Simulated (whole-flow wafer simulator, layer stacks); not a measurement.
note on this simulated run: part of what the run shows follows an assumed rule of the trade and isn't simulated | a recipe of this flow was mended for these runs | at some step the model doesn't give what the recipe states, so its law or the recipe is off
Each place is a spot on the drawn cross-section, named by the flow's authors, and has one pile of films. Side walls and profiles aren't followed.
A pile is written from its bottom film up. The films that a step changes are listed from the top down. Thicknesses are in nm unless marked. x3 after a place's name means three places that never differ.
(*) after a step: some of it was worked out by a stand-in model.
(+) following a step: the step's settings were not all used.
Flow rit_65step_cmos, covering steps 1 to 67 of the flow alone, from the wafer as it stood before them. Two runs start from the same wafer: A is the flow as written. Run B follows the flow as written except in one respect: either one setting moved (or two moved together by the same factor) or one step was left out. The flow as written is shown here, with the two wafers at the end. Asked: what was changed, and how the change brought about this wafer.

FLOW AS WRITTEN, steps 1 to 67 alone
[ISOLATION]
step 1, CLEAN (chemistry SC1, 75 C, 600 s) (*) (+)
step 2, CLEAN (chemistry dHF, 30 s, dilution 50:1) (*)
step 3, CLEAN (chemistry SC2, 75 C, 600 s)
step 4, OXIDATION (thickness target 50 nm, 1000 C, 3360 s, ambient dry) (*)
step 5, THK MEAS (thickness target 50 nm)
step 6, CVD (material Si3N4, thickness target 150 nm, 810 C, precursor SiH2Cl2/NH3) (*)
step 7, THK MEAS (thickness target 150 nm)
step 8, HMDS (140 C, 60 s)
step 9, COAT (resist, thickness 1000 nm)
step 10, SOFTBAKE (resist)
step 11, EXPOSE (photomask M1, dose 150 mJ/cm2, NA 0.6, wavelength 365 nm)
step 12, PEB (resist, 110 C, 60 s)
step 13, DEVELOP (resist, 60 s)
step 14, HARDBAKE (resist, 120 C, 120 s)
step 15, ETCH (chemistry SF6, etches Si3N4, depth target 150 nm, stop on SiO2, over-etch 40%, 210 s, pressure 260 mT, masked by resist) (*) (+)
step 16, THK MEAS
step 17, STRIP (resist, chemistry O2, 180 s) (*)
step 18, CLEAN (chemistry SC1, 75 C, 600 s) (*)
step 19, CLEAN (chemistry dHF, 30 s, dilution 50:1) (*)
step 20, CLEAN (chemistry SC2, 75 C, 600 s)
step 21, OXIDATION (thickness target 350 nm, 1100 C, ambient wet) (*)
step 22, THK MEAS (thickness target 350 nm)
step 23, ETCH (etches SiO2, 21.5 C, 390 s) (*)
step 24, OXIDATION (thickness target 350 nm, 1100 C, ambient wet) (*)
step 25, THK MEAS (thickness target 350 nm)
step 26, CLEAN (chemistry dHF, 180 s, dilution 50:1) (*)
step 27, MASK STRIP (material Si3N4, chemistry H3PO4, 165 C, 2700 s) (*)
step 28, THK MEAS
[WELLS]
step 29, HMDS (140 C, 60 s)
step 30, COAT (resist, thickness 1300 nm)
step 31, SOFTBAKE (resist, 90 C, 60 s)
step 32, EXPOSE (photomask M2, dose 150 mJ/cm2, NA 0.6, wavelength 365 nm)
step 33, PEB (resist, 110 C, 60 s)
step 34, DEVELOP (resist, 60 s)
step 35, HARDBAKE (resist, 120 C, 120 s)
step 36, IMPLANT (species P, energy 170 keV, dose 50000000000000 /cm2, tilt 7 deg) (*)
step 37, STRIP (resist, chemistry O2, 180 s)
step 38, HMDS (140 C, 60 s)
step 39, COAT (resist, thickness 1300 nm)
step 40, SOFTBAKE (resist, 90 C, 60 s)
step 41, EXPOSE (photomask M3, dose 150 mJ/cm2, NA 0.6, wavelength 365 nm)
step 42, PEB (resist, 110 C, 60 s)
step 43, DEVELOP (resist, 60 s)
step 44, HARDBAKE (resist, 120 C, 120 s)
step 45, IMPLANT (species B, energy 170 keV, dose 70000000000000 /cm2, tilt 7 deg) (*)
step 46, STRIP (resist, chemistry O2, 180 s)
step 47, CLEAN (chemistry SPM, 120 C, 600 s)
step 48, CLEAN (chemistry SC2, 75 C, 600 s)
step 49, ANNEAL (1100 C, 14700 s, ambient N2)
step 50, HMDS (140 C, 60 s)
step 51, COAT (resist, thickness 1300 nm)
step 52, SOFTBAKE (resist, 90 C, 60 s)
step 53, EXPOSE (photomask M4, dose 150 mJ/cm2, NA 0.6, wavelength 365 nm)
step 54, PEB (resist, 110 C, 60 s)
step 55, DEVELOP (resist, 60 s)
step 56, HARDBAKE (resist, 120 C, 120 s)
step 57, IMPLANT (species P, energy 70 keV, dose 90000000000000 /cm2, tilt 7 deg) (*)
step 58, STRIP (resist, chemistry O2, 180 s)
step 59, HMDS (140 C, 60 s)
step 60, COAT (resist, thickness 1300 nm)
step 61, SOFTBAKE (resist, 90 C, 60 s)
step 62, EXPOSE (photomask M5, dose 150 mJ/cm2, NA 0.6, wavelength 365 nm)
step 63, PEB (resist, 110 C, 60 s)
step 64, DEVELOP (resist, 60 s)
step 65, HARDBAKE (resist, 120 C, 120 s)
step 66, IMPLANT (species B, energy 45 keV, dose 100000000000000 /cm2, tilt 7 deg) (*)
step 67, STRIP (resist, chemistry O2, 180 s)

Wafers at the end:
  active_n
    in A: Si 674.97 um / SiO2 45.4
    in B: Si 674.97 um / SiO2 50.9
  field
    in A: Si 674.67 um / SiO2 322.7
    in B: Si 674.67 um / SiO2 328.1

Cause: step 27, MASK STRIP: 1316 s was run, while the flow as written has 2700 s.

How this came from the change, step by step:
  step 27, MASK STRIP (material Si3N4, chemistry H3PO4, 165 C, 2700 s) (*)
      active_n, active_p, gate_n and 7 more: A -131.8 Si3N4 (all of it), -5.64 SiO2 | B -131.8 Si3N4 (all of it), -0.17 SiO2
      field, field_pw, field_nw, field_p: A -10.7 SiO2 | B -5.2 SiO2
